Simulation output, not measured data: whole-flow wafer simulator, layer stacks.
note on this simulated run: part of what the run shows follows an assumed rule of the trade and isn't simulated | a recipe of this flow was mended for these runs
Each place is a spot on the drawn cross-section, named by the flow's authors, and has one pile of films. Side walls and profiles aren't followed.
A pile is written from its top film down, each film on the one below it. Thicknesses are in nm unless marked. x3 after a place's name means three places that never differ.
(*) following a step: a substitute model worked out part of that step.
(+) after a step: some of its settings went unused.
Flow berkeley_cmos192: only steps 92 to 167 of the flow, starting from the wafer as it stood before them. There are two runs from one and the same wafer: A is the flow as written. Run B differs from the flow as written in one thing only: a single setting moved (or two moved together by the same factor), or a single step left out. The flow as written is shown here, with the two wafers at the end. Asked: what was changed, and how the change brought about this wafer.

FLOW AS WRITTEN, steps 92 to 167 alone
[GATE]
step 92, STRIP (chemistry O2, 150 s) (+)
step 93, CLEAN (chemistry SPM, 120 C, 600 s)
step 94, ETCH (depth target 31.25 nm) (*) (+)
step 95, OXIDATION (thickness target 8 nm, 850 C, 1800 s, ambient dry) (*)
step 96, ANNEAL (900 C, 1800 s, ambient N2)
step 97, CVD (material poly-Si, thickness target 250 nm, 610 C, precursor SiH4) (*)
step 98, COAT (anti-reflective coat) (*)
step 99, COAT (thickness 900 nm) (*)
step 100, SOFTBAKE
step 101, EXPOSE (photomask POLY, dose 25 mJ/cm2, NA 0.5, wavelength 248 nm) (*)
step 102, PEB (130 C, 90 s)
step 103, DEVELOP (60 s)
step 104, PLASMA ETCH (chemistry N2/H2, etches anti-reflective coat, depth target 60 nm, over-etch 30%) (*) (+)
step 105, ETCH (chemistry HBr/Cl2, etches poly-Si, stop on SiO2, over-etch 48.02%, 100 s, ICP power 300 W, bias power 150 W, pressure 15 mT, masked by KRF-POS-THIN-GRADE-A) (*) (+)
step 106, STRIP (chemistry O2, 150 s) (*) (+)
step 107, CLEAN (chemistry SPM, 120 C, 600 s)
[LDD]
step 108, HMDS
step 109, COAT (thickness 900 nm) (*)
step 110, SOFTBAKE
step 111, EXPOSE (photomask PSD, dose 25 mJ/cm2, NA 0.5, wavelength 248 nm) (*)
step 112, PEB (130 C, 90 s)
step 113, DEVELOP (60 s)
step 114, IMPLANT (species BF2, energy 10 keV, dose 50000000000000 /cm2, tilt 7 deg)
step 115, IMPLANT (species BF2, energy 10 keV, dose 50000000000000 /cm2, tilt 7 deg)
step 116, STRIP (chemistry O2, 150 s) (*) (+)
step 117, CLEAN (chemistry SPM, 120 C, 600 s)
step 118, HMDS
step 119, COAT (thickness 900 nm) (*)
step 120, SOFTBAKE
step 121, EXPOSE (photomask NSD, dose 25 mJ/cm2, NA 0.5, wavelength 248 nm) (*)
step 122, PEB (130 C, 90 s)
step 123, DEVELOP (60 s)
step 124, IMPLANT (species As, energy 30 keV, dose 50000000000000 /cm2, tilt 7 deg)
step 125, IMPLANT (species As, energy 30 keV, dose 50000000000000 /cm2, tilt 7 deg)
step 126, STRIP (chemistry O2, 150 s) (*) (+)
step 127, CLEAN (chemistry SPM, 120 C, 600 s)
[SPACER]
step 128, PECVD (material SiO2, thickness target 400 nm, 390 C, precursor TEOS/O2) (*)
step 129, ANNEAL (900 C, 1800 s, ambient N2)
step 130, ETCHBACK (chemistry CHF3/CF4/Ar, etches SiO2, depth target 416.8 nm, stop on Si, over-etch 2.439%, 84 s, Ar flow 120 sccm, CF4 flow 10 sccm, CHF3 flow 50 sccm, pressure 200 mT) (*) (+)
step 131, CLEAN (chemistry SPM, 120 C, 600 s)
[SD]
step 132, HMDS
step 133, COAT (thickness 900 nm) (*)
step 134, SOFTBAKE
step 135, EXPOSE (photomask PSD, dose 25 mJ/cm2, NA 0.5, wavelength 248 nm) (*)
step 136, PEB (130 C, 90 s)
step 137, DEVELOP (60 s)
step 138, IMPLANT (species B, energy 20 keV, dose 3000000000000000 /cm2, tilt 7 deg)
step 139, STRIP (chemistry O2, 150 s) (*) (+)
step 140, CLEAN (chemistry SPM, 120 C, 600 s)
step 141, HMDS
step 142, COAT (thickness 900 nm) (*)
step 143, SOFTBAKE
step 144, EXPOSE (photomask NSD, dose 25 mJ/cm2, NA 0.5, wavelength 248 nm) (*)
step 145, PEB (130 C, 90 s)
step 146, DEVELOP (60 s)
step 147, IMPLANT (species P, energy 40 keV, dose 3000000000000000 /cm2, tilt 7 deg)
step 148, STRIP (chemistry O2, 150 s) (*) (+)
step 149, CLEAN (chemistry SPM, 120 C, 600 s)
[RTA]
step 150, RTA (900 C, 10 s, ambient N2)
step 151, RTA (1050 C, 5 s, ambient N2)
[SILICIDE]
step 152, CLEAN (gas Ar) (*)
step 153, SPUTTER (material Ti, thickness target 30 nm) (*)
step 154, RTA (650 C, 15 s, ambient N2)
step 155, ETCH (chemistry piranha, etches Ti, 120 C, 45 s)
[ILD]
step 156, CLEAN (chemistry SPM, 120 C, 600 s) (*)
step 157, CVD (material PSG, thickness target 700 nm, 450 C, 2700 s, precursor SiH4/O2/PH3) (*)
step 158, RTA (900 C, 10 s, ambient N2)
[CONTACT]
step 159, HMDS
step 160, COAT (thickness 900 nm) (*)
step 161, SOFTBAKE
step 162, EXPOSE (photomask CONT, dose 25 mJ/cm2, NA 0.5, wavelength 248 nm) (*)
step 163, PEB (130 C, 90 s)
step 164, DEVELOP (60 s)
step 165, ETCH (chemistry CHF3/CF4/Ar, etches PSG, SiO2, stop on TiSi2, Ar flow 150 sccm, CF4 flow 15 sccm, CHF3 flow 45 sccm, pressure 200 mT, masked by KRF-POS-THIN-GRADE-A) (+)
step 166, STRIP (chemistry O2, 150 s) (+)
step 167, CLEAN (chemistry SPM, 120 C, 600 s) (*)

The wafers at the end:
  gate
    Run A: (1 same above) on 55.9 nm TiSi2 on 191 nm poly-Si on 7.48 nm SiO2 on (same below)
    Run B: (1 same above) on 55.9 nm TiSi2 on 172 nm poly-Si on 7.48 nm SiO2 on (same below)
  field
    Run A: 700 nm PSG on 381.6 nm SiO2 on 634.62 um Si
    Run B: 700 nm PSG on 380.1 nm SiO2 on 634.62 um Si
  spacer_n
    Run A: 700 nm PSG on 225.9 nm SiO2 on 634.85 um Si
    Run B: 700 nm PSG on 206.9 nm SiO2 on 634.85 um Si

The reason: step 97, CVD: thickness target 231 nm was run, while the flow as written has thickness target 250 nm.

How this came from the change, step by step:
  step 97, CVD (material poly-Si, thickness target 250 nm, 610 C, precursor SiH4) (*)
      field, sd_n, spacer_n and 6 more: A +250 poly-Si (new film) | B +231 poly-Si (new film)
  step 105, ETCH (chemistry HBr/Cl2, etches poly-Si, stop on SiO2, over-etch 48.02%, 100 s, ICP power 300 W, bias power 150 W, pressure 15 mT, masked by KRF-POS-THIN-GRADE-A) (*) (+)
      spacer_n, spacer_p: A -246.2 poly-Si (all of it), -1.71 SiO2 | B -227.2 poly-Si (all of it), -3.17 SiO2
      field: A -246.1 poly-Si (all of it), -1.71 SiO2 | B -227.2 poly-Si (all of it), -3.17 SiO2
      (also at 4 further places)
  step 109, COAT (thickness 900 nm) (*)
      gate: A +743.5 KrF-resist (new film) | B +758.7 KrF-resist (new film)
      gate_p: A +739.8 KrF-resist (new film) | B +755 KrF-resist (new film)
  step 113, DEVELOP (60 s)
      gate_p: A -738.2 KrF-resist (all of it) | B -753.3 KrF-resist (all of it)
  step 116, STRIP (chemistry O2, 150 s) (*) (+)
      gate: A -727 KrF-resist (all of it), +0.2 chemical SiO2, -0.09 poly-Si | B -742.1 KrF-resist (all of it), +0.2 chemical SiO2, -0.09 poly-Si
  step 119, COAT (thickness 900 nm) (*)
      gate: A +743.4 KrF-resist (new film) | B +758.6 KrF-resist (new film)
      gate_p: A +739.7 KrF-resist (new film) | B +754.8 KrF-resist (new film)
  step 126, STRIP (chemistry O2, 150 s) (*) (+)
      gate_p: A -723.2 KrF-resist (all of it), +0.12 chemical SiO2, -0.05 poly-Si | B -738.3 KrF-resist (all of it), +0.12 chemical SiO2, -0.05 poly-Si
  step 130, ETCHBACK (chemistry CHF3/CF4/Ar, etches SiO2, depth target 416.8 nm, stop on Si, over-etch 2.439%, 84 s, Ar flow 120 sccm, CF4 flow 10 sccm, CHF3 flow 50 sccm, pressure 200 mT) (*) (+)
      spacer_n: A -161 SiO2 | B -178.6 SiO2
      spacer_p: A -161 SiO2 | B -178.5 SiO2
